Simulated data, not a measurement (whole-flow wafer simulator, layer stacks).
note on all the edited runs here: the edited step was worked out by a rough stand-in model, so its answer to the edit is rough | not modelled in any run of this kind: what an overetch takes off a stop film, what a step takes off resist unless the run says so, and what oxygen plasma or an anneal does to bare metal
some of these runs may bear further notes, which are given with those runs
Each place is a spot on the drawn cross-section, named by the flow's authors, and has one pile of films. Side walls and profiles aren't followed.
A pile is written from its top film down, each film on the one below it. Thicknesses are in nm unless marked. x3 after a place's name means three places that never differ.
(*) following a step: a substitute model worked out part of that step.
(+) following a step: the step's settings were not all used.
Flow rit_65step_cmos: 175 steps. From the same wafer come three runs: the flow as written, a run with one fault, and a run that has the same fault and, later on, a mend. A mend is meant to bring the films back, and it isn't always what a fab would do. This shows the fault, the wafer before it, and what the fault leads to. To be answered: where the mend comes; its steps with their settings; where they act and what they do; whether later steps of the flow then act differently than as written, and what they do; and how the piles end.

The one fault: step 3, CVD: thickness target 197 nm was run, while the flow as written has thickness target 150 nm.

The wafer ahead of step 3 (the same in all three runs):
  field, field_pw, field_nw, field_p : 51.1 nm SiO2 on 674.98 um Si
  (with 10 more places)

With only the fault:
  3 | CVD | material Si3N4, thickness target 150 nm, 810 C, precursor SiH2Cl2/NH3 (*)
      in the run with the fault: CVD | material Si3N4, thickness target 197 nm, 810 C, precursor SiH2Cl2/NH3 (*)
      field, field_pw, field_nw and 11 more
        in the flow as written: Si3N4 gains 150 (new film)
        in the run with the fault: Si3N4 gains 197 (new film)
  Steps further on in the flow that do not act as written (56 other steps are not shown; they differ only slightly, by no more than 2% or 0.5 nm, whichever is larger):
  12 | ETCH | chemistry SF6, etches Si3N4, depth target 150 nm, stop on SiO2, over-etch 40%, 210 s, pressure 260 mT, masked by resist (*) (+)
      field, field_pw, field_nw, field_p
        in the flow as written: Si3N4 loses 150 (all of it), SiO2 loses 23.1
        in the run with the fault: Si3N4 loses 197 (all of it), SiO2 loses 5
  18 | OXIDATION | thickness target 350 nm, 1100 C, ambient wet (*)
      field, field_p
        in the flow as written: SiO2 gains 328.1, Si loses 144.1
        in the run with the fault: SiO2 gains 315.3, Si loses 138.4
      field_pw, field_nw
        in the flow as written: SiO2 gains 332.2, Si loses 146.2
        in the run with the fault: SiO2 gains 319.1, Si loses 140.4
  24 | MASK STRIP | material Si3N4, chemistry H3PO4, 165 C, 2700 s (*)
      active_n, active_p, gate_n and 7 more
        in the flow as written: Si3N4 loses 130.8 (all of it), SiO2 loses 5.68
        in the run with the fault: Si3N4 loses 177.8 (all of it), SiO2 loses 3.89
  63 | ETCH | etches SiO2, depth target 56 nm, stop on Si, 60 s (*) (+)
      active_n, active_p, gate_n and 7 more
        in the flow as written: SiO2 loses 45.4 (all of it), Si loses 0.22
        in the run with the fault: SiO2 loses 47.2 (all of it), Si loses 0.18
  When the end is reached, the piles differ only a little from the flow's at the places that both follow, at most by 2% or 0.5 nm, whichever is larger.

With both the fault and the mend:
  The mend follows step 4.
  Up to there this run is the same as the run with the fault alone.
  4a | ETCH | chemistry h3po4, depth target 226.5 nm
      field, field_pw, field_nw and 11 more
        Si3N4 loses 197 (all of it)
  4b | CLEAN | chemistry SC2, 75 C, 600 s
      leaves every film unchanged at each place that is followed
  4c | CVD | material Si3N4, thickness target 150 nm, 810 C, precursor SiH2Cl2/NH3 (*) (the flow's step 3 again)
      field, field_pw, field_nw and 11 more
        Si3N4 gains 150 (new film)
  Every later step of the flow that is run acts as written at every place that is followed.
  At every place that both follow, the piles at the end match the flow's.
